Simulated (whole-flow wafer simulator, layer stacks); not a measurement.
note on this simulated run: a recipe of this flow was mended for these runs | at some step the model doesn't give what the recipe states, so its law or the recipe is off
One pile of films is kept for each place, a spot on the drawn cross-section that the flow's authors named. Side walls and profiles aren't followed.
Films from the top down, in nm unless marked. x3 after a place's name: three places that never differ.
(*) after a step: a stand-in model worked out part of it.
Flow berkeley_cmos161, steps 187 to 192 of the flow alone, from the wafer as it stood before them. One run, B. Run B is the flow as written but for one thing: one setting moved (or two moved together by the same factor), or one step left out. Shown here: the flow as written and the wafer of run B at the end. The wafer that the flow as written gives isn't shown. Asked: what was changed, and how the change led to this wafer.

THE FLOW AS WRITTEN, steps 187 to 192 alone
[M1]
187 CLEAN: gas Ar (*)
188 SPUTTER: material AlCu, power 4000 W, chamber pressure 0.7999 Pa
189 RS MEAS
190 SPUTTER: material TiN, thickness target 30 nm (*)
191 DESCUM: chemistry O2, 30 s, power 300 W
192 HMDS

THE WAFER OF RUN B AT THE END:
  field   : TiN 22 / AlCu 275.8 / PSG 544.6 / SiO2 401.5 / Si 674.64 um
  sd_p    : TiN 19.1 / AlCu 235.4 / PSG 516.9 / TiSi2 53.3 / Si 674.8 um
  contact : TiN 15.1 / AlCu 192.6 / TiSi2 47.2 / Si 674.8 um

The cause: step 190, SPUTTER: thickness target 22 nm was run, where the flow has thickness target 30 nm.
It can be read off the wafer: field has TiN 22, and step 190 as written asks for 30 nm.

How the change led to this, step by step:
  190 SPUTTER: material TiN, thickness target 30 nm (*)
      field, sd_n, spacer_n, gate_n, spacer_p, gate_p, m1: TiN +22 (new film) (as written it would be: TiN +30 (new film))
      sd_p: TiN +19.1 (new film) (as written it would be: TiN +26.1 (new film))
      (and at 1 more place)
